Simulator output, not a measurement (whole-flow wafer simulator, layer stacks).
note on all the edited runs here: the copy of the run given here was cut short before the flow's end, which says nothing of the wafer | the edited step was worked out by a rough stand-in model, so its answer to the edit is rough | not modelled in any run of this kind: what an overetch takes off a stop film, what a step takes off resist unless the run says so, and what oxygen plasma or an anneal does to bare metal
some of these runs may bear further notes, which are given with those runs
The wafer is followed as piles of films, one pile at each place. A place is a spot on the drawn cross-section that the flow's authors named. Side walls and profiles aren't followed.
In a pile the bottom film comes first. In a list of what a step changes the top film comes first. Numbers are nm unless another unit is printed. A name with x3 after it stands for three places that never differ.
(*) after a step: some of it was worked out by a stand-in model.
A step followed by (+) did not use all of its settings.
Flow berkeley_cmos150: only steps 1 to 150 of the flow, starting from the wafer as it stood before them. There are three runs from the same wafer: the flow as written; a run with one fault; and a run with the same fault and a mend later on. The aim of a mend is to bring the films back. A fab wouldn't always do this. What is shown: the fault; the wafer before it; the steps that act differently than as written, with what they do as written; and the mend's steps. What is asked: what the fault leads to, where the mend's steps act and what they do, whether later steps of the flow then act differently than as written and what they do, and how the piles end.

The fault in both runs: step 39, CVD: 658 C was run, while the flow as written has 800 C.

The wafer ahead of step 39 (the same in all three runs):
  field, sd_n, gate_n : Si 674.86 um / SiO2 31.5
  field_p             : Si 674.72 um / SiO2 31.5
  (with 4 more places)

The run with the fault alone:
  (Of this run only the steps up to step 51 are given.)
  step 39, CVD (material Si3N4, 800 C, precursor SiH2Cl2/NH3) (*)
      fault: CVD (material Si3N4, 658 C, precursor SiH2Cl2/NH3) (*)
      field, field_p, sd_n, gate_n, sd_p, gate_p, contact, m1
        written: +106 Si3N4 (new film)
        fault: +8.24 Si3N4 (new film)
  Later steps of the flow acting differently than as written:
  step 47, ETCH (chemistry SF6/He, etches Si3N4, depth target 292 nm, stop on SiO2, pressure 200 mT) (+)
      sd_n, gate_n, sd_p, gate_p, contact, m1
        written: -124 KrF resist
        fault: -17.6 KrF resist
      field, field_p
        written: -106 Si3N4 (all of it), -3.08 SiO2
        fault: -8.24 Si3N4 (all of it), -3.08 SiO2
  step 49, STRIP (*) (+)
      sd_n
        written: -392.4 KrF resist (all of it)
        fault: -498.7 KrF resist (all of it)
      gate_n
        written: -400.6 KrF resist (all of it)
        fault: -507 KrF resist (all of it)
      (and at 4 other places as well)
  Once step 51 is done, the piles at sd_n, gate_n, sd_p, gate_p, contact, m1 depart from the flow's by more than 2% or 0.5 nm, whichever is larger.
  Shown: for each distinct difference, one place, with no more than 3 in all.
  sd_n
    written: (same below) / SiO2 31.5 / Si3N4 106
    fault: (same below) / SiO2 31.5 / Si3N4 8.24

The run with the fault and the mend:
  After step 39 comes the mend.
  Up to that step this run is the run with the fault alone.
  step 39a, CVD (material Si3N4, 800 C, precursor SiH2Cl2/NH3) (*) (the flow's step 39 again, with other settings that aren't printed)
      field, field_p, sd_n, gate_n, sd_p, gate_p, contact, m1
        +97.8 Si3N4
  Every later step of the flow that is run acts as written at every place that is followed.
  At every place that both follow, the piles at the end match the flow's.
